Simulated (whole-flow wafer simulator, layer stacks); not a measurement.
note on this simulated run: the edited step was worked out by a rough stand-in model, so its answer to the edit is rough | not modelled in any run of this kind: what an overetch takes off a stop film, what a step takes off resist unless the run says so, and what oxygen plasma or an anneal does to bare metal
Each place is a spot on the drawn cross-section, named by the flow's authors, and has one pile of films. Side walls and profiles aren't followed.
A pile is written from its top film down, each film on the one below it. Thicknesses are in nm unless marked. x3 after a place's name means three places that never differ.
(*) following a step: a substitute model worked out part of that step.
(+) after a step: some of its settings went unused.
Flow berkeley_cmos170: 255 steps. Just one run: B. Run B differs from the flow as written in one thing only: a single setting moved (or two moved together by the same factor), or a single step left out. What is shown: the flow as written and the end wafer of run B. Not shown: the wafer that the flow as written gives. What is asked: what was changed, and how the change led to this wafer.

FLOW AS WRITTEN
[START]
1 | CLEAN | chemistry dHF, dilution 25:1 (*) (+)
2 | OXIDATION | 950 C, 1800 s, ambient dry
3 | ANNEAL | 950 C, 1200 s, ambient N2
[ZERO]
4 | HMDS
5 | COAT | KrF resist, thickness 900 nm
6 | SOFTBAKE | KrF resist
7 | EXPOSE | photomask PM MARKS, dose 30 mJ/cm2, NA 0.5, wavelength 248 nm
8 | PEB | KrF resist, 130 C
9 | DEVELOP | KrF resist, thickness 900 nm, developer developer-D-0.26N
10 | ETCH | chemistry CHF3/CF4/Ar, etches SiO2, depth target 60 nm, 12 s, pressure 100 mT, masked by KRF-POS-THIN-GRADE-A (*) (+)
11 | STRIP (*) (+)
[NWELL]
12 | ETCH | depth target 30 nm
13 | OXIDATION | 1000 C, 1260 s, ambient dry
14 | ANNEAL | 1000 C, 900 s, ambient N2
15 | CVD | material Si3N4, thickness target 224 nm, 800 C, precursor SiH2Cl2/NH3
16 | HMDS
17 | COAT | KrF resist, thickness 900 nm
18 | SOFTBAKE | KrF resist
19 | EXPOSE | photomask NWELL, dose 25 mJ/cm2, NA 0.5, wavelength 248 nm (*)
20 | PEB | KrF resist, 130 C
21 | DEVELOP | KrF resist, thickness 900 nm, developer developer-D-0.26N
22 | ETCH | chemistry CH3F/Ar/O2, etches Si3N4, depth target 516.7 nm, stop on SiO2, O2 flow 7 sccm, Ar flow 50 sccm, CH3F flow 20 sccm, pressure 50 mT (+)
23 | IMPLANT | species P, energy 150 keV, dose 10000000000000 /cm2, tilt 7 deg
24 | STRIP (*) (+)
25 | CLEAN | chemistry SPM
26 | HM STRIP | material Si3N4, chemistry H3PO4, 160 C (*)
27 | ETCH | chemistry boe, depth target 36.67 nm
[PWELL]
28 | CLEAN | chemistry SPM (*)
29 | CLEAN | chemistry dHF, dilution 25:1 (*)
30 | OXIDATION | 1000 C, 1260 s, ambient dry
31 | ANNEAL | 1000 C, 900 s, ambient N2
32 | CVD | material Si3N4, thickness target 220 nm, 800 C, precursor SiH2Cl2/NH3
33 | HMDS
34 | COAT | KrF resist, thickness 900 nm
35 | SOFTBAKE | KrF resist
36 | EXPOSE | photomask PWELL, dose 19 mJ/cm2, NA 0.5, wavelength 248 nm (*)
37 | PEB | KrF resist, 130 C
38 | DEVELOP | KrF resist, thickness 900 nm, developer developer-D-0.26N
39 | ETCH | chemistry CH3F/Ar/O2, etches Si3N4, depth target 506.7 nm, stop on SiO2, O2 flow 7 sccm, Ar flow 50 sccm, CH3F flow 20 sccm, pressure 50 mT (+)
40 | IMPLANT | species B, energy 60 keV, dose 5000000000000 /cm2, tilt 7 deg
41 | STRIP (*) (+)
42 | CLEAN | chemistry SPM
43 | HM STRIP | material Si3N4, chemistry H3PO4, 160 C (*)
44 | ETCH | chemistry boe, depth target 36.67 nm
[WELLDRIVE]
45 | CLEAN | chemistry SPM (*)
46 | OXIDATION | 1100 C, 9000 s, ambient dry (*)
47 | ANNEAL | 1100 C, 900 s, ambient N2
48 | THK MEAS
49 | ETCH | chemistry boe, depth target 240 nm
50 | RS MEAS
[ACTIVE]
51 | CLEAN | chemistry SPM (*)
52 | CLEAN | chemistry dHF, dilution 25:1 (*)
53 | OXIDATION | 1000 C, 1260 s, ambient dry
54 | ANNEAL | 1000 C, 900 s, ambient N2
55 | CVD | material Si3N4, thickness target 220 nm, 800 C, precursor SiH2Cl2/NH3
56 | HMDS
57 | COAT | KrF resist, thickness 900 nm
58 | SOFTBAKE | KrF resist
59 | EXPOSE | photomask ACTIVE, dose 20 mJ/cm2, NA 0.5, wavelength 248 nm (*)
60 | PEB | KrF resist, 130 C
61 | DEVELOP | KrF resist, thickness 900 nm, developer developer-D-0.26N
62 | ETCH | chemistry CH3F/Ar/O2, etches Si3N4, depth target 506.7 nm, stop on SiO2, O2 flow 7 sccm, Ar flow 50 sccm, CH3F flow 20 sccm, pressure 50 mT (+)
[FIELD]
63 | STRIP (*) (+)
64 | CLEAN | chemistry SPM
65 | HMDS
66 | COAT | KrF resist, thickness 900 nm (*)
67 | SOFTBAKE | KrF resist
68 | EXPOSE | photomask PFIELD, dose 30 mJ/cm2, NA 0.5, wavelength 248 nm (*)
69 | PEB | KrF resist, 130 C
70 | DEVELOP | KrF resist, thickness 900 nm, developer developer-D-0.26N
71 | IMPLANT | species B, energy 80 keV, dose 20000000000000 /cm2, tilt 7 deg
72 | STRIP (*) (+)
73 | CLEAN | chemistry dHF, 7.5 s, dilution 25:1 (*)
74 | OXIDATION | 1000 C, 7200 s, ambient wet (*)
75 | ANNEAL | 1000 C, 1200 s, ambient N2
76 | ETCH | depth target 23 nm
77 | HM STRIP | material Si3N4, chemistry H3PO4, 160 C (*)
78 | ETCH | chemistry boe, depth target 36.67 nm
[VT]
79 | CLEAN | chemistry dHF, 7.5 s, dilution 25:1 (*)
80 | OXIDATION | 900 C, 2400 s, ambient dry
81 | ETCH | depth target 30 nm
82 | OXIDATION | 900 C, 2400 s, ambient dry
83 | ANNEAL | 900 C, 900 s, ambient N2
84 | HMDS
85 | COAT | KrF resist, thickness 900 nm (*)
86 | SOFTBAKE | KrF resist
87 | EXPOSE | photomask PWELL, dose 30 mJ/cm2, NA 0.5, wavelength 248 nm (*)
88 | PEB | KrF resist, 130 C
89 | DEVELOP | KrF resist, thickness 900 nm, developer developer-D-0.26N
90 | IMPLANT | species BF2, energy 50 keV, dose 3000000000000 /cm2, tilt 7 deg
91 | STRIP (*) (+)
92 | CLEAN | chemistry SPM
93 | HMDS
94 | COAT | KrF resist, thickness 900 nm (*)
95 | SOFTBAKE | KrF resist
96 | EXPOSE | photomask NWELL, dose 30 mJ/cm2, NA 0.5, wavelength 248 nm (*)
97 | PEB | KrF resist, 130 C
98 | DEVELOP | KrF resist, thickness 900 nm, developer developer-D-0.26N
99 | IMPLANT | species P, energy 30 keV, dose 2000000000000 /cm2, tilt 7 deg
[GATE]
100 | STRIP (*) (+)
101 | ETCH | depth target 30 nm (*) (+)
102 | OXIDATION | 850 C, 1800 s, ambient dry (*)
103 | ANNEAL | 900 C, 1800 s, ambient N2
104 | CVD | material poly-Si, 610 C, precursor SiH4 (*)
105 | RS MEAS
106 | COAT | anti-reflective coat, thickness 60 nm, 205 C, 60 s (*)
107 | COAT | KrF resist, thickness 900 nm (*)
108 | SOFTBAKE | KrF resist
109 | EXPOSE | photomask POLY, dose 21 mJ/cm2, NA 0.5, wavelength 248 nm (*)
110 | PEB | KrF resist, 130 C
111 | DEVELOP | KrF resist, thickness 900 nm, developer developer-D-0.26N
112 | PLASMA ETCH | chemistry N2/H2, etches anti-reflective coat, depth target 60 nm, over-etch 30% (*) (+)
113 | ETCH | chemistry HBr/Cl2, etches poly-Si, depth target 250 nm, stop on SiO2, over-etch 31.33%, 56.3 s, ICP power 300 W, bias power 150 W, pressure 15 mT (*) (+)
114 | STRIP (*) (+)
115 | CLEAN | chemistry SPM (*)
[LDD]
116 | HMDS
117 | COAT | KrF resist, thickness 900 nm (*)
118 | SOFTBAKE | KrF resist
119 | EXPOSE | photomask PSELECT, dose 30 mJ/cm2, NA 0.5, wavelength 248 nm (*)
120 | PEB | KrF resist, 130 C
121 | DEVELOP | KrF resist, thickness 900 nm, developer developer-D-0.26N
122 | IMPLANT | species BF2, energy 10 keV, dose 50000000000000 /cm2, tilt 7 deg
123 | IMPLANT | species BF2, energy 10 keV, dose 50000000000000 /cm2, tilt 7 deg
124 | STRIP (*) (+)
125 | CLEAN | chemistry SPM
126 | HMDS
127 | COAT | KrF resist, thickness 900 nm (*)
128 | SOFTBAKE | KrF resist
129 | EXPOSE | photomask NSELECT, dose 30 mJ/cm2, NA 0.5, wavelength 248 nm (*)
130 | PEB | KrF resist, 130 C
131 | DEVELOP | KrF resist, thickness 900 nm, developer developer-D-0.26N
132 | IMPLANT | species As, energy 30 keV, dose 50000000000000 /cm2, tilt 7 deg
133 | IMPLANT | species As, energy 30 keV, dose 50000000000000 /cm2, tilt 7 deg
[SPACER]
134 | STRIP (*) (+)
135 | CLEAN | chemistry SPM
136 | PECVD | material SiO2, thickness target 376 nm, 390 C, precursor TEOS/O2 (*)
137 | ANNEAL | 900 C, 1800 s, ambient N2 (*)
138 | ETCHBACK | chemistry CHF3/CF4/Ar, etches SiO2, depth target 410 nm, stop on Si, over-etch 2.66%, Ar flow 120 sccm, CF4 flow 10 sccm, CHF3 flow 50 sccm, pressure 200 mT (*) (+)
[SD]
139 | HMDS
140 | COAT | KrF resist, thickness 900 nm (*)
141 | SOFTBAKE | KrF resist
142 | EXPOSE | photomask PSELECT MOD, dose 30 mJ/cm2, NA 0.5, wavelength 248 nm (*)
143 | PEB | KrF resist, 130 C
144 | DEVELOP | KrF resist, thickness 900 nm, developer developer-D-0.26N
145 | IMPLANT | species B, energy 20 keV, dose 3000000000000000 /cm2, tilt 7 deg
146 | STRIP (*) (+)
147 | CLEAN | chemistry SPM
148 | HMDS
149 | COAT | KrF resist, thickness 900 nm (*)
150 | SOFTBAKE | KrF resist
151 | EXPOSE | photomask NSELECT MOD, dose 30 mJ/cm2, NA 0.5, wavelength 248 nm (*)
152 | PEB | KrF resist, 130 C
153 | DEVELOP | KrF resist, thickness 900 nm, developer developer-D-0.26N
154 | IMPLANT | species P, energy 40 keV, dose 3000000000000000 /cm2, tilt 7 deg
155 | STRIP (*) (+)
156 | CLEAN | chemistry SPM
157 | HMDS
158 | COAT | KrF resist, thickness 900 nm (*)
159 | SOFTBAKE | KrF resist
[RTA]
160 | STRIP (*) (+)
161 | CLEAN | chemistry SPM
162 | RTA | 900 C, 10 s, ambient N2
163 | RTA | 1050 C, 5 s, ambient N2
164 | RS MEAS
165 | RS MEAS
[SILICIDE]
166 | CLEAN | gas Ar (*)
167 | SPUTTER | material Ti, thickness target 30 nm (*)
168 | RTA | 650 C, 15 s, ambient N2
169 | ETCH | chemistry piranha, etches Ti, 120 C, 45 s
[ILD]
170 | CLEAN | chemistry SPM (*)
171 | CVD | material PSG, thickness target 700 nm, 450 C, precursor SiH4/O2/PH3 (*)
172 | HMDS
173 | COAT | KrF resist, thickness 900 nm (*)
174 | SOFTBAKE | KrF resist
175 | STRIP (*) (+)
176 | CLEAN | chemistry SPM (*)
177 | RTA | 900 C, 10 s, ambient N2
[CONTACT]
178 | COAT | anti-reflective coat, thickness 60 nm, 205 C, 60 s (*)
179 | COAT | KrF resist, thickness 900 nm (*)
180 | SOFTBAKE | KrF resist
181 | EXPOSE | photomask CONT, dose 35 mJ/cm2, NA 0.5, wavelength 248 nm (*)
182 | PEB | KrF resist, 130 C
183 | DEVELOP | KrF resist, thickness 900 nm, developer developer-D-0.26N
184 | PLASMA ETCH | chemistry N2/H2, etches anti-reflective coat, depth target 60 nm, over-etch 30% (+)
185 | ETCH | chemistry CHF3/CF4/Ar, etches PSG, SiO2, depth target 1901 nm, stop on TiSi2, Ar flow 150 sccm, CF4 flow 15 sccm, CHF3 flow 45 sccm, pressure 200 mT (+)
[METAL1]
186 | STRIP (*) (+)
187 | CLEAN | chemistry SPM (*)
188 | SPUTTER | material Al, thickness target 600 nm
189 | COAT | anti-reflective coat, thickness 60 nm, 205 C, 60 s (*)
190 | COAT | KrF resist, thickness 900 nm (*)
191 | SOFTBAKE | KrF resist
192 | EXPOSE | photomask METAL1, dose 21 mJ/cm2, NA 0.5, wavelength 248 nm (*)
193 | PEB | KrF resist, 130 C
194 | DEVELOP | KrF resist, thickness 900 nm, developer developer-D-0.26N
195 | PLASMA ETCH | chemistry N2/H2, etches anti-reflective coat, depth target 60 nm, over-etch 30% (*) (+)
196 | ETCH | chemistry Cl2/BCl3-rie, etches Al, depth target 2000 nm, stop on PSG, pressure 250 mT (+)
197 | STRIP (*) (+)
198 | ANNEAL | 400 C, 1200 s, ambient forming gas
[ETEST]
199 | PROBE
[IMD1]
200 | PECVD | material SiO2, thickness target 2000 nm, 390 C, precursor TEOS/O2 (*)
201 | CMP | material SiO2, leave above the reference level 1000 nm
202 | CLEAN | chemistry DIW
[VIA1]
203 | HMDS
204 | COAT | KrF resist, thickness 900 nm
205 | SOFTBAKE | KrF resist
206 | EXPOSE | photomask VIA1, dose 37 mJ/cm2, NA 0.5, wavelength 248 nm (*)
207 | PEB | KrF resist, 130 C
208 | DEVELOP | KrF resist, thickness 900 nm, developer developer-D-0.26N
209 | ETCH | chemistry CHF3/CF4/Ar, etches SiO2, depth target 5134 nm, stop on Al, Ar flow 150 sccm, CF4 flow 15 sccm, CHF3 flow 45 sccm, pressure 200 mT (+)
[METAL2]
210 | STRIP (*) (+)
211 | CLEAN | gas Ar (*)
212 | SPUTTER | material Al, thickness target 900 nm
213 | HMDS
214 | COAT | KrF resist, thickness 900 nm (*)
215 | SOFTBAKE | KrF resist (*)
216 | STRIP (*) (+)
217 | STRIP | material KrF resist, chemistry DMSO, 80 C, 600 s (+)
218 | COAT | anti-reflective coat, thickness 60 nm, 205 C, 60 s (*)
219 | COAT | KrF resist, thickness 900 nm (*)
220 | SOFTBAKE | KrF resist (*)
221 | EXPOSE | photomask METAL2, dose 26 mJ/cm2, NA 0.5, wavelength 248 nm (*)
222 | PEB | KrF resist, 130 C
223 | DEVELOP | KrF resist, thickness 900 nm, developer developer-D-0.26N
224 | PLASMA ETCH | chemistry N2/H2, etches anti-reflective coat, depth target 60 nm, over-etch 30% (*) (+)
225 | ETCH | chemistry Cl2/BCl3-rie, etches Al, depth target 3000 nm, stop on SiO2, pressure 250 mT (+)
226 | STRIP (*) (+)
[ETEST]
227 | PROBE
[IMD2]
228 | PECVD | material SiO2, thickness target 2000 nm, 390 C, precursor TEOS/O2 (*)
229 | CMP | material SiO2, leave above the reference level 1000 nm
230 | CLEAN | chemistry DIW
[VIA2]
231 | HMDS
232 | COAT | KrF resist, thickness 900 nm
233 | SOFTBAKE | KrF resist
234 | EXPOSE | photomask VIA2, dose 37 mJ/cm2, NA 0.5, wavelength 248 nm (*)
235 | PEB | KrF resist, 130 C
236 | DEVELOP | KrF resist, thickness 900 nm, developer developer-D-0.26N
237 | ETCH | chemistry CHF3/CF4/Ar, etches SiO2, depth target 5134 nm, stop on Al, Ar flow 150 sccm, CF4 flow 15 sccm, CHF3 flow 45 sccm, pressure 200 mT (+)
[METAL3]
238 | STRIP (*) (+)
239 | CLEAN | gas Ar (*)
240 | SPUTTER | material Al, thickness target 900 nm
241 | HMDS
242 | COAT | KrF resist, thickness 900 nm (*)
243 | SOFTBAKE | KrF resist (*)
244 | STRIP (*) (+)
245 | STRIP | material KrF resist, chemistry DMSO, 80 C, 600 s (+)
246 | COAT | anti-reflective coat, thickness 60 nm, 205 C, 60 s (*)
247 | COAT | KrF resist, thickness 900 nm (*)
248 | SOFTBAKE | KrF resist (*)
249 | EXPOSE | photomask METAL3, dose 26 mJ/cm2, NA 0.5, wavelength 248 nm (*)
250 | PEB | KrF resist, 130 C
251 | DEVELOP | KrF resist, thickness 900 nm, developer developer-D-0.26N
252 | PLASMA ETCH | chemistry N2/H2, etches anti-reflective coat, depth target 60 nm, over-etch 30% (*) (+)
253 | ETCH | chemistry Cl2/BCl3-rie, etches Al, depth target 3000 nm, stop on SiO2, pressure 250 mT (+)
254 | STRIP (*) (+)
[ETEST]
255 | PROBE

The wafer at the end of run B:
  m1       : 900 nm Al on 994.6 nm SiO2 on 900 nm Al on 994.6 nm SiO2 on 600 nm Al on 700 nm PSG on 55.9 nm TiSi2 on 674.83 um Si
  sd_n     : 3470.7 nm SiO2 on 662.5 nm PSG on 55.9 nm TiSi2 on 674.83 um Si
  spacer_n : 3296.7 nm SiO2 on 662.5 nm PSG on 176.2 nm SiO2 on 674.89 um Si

Cause: step 46, OXIDATION: 4005 s was run, though the flow has 9000 s.

Step by step, how the change led to this:
  46 | OXIDATION | 1100 C, 9000 s, ambient dry (*)
      field, sd_n, spacer_n and 9 more: +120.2 SiO2 (new film), -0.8 chemical SiO2 (all of it), -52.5 Si (in the flow as written it would be: +197.7 SiO2 (new film), -0.8 chemical SiO2 (all of it), -86.6 Si)
  49 | ETCH | chemistry boe, depth target 240 nm
      field, sd_n, spacer_n and 9 more: -120.2 SiO2 (all of it) (in the flow as written it would be: -197.7 SiO2 (all of it))
